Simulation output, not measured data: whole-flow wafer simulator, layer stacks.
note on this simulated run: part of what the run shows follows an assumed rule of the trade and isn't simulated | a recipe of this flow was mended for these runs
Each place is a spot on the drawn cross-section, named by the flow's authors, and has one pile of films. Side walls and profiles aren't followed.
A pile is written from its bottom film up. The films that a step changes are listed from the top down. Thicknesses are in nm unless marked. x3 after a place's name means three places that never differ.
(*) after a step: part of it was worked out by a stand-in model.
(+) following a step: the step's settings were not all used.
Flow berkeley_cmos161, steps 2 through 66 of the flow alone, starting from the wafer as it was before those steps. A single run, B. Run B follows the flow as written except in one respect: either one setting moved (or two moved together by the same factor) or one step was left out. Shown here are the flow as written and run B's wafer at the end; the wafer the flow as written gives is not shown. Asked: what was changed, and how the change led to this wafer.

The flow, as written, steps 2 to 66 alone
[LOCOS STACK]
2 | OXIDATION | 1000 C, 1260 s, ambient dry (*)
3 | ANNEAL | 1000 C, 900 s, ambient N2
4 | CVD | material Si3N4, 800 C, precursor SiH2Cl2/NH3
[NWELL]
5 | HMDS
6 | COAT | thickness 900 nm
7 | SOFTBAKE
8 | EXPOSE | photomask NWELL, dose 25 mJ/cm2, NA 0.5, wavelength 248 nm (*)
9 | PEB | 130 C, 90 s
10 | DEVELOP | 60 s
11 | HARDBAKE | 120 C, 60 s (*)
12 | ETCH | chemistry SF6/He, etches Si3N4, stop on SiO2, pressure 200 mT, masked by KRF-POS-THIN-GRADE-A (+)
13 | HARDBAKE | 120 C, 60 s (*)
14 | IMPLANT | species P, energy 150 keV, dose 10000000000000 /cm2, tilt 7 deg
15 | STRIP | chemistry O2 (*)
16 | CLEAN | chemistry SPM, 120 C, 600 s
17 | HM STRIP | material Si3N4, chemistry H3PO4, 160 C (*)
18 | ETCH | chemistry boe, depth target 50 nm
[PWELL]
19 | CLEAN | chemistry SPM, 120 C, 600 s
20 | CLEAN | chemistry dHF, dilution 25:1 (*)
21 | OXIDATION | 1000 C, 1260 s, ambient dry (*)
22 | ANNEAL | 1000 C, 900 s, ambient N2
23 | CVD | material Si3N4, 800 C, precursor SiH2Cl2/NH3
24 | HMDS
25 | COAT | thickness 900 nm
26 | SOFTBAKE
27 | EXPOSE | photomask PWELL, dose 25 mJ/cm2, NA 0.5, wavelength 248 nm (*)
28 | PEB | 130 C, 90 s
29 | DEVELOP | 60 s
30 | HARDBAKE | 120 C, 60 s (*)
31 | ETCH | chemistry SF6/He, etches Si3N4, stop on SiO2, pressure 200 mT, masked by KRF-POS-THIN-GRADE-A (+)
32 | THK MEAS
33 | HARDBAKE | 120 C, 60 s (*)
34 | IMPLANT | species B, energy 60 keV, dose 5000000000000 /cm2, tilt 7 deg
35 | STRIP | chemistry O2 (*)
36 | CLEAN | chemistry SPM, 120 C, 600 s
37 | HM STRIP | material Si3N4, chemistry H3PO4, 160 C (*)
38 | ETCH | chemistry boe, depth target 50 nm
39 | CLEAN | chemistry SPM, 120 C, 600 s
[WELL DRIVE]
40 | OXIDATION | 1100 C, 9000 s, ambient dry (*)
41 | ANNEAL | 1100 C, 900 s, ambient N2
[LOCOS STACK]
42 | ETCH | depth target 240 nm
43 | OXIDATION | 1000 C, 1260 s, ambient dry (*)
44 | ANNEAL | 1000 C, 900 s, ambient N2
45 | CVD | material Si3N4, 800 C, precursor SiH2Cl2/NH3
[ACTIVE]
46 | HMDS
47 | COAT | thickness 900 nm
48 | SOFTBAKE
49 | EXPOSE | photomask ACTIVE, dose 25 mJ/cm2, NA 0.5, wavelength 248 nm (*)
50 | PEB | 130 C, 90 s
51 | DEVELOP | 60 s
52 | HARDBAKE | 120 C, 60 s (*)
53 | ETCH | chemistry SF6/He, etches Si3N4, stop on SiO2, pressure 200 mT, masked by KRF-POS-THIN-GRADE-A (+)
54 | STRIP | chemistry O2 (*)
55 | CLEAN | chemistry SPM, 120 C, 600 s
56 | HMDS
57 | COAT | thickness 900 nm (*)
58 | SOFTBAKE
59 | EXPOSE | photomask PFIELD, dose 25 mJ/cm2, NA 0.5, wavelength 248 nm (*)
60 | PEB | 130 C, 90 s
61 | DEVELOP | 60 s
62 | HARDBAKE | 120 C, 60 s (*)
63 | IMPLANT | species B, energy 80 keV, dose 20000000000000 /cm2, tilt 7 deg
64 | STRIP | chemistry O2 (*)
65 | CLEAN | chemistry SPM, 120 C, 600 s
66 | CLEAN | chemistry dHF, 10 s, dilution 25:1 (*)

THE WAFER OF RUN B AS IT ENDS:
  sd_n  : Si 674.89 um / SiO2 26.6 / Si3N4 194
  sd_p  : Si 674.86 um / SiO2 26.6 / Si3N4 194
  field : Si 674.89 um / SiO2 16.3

The reason: step 2, OXIDATION: 700 C was run, whereas the flow has 1000 C.

Step by step, how the change led to this:
  2 | OXIDATION | 1000 C, 1260 s, ambient dry (*)
      field, sd_n, spacer_n and 6 more: +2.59 SiO2 (new film), -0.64 chemical SiO2 (all of it), -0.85 Si (as written it would have been: +26.6 SiO2 (new film), -0.64 chemical SiO2 (all of it), -11.4 Si)
  12 | ETCH | chemistry SF6/He, etches Si3N4, stop on SiO2, pressure 200 mT, masked by KRF-POS-THIN-GRADE-A (+)
      sd_p, spacer_p, gate_p: -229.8 Si3N4 (all of it), -2.59 SiO2 (all of it), -30 Si (as written it would have been: -229.8 Si3N4 (all of it), -5.77 SiO2)
  15 | STRIP | chemistry O2 (*)
      sd_p, spacer_p, gate_p: +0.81 chemical SiO2 (new film), -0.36 Si (as written it would have been: nothing)
  17 | HM STRIP | material Si3N4, chemistry H3PO4, 160 C (*)
      field, sd_n, spacer_n, gate_n, contact, m1: +0.5 chemical SiO2 (new film), -229.8 Si3N4 (all of it), -2.59 SiO2 (all of it), -0.22 Si (as written it would have been: -229.8 Si3N4 (all of it), -4.31 SiO2)
      sd_p, spacer_p, gate_p: -0.31 chemical SiO2, -0.22 Si (as written it would have been: -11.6 SiO2)
  18 | ETCH | chemistry boe, depth target 50 nm
      field, sd_n, spacer_n, gate_n, contact, m1: -0.5 chemical SiO2 (all of it) (as written it would have been: -22.3 SiO2 (all of it))
      sd_p, spacer_p, gate_p: -0.5 chemical SiO2 (all of it) (as written it would have been: -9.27 SiO2 (all of it))
  35 | STRIP | chemistry O2 (*)
      sd_p: -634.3 KrF-resist (all of it) (as written it would have been: -619.6 KrF-resist (all of it))
      spacer_p: -632.5 KrF-resist (all of it) (as written it would have been: -619.6 KrF-resist (all of it))
      (as well as at 1 more place)
  54 | STRIP | chemistry O2 (*)
      sd_p: -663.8 KrF-resist (all of it) (as written it would have been: -648.2 KrF-resist (all of it))
